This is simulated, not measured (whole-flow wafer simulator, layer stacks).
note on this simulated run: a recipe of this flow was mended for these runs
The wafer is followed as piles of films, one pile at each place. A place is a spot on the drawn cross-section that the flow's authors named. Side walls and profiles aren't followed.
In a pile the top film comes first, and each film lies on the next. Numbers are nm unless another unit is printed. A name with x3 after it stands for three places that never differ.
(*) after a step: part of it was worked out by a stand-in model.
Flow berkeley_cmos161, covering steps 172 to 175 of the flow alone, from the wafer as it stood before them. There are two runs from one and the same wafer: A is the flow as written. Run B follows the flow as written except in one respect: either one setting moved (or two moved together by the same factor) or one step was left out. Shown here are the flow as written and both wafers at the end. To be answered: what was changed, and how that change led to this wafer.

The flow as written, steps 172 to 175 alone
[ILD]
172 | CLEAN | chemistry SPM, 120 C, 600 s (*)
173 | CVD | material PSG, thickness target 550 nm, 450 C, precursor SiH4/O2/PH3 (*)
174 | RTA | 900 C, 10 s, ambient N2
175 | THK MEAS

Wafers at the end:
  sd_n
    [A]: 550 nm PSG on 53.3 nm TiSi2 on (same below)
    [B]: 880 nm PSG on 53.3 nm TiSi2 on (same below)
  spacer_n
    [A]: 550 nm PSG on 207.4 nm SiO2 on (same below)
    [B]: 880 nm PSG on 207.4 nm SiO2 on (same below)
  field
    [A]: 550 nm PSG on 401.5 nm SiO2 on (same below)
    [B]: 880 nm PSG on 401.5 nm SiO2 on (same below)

What caused this: step 173, CVD: thickness target 880 nm was run, whereas the flow has thickness target 550 nm.
One can read it off the wafer: sd_n has PSG 880, and step 173 as written asks for 550 nm.

How this came from the change, step by step:
  173 | CVD | material PSG, thickness target 550 nm, 450 C, precursor SiH4/O2/PH3 (*)
      field, sd_n, spacer_n, gate_n, spacer_p, gate_p, contact x2: A PSG gains 550 (new film) | B PSG gains 880 (new film)
      sd_p: A PSG gains 522.4 (new film) | B PSG gains 880 (new film)
